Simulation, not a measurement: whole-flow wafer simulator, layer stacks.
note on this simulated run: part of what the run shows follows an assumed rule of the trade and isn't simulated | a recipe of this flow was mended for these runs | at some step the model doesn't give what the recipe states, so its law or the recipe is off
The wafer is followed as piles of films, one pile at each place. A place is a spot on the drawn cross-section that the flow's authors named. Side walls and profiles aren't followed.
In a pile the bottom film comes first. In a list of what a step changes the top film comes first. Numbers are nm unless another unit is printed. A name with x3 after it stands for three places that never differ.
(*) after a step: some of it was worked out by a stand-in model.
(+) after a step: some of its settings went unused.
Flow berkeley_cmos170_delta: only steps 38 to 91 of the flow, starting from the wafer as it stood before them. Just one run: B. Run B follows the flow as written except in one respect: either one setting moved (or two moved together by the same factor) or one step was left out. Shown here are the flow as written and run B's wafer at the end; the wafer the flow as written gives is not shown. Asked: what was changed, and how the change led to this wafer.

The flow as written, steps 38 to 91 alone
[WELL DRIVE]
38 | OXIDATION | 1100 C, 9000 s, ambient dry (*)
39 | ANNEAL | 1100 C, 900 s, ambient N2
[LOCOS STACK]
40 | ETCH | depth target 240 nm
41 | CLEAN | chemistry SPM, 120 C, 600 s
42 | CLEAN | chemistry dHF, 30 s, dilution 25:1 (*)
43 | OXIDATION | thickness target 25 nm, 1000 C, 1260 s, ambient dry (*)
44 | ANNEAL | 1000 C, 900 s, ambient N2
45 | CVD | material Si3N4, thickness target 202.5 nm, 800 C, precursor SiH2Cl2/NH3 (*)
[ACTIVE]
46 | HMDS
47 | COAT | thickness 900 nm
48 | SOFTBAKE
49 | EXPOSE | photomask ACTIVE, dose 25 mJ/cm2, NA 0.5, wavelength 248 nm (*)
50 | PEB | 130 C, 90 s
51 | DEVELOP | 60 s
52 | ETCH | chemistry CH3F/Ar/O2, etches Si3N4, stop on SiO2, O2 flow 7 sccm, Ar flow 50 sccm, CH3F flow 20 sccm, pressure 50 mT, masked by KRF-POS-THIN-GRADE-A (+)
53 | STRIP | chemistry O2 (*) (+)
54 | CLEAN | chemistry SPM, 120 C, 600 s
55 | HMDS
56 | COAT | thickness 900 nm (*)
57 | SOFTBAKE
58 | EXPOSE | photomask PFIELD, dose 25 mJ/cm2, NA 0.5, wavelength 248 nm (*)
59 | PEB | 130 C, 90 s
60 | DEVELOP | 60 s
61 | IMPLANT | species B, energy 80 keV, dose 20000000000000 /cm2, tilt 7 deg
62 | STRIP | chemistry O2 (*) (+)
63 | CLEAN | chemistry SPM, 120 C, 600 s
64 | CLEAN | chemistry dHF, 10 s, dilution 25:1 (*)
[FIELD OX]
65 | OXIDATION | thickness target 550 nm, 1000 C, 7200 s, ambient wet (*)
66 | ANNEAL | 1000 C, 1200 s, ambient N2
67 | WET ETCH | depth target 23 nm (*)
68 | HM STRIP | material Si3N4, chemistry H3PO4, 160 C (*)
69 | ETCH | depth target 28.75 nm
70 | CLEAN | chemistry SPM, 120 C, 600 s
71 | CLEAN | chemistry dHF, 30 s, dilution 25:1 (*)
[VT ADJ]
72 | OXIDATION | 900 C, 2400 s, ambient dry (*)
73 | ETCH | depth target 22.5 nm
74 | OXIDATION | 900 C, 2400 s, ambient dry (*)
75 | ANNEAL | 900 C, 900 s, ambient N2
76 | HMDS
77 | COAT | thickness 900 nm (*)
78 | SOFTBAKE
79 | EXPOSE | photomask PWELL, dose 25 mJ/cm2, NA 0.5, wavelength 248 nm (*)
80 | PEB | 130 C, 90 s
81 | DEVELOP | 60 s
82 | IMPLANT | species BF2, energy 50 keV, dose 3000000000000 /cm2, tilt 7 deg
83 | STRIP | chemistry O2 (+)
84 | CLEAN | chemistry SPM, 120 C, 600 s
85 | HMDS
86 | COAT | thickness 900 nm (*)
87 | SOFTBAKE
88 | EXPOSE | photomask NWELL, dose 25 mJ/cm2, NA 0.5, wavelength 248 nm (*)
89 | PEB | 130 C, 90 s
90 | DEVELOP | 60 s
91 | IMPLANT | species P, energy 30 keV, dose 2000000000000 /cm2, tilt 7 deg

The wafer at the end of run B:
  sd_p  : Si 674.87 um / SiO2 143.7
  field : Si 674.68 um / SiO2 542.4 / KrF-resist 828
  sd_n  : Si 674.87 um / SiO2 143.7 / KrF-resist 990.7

The reason: step 40, ETCH: depth target 240 nm, was not run.

The path from the change to this, step by step:
  41 | CLEAN | chemistry SPM, 120 C, 600 s
      field, sd_n, spacer_n and 6 more: nothing (in the flow as written it would be: chemical SiO2 gains 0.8 (new film), Si loses 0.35)
  42 | CLEAN | chemistry dHF, 30 s, dilution 25:1 (*)
      field, sd_n, spacer_n and 6 more: SiO2 loses 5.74 (in the flow as written it would be: chemical SiO2 loses 0.8 (all of it))
  43 | OXIDATION | thickness target 25 nm, 1000 C, 1260 s, ambient dry (*)
      field, sd_n, spacer_n and 6 more: SiO2 gains 7.54, Si loses 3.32 (in the flow as written it would be: SiO2 gains 26.6 (new film), Si loses 11.7)
  65 | OXIDATION | thickness target 550 nm, 1000 C, 7200 s, ambient wet (*)
      sd_n, sd_p: SiO2 gains 12.1 (new film), Si3N4 loses 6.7 (in the flow as written it would be: SiO2 gains 12.1 (new film), Si3N4 loses 6.7, SiO2 gains 0.15, Si loses 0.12)
      field: SiO2 gains 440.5, Si loses 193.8 (in the flow as written it would be: SiO2 gains 542.1, Si loses 238.5)
  69 | ETCH | depth target 28.75 nm
      spacer_n, gate, spacer_p, gate_p, contact, m1: SiO2 loses 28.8 (in the flow as written it would be: SiO2 loses 17.5 (all of it))
      sd_n, sd_p: SiO2 loses 28.8 (in the flow as written it would be: SiO2 loses 17.6 (all of it))
  70 | CLEAN | chemistry SPM, 120 C, 600 s
      sd_n, spacer_n, gate, sd_p, spacer_p, gate_p, contact, m1: nothing (in the flow as written it would be: chemical SiO2 gains 0.8 (new film), Si loses 0.35)
  71 | CLEAN | chemistry dHF, 30 s, dilution 25:1 (*)
      sd_n, spacer_n, gate, sd_p, spacer_p, gate_p, contact, m1: SiO2 loses 5.74 (in the flow as written it would be: chemical SiO2 loses 0.8 (all of it))
  72 | OXIDATION | 900 C, 2400 s, ambient dry (*)
      sd_n, spacer_n, gate, sd_p, spacer_p, gate_p, contact, m1: SiO2 gains 4.97, Si loses 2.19 (in the flow as written it would be: SiO2 gains 14.9 (new film), Si loses 6.57)
  73 | ETCH | depth target 22.5 nm
      sd_n, spacer_n, gate, sd_p, spacer_p, gate_p, contact, m1: SiO2 loses 22.5 (in the flow as written it would be: SiO2 loses 14.9 (all of it))
  74 | OXIDATION | 900 C, 2400 s, ambient dry (*)
      sd_n, spacer_n, gate, sd_p, spacer_p, gate_p, contact, m1: SiO2 gains 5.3, Si loses 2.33 (in the flow as written it would be: SiO2 gains 14.9 (new film), Si loses 6.57)
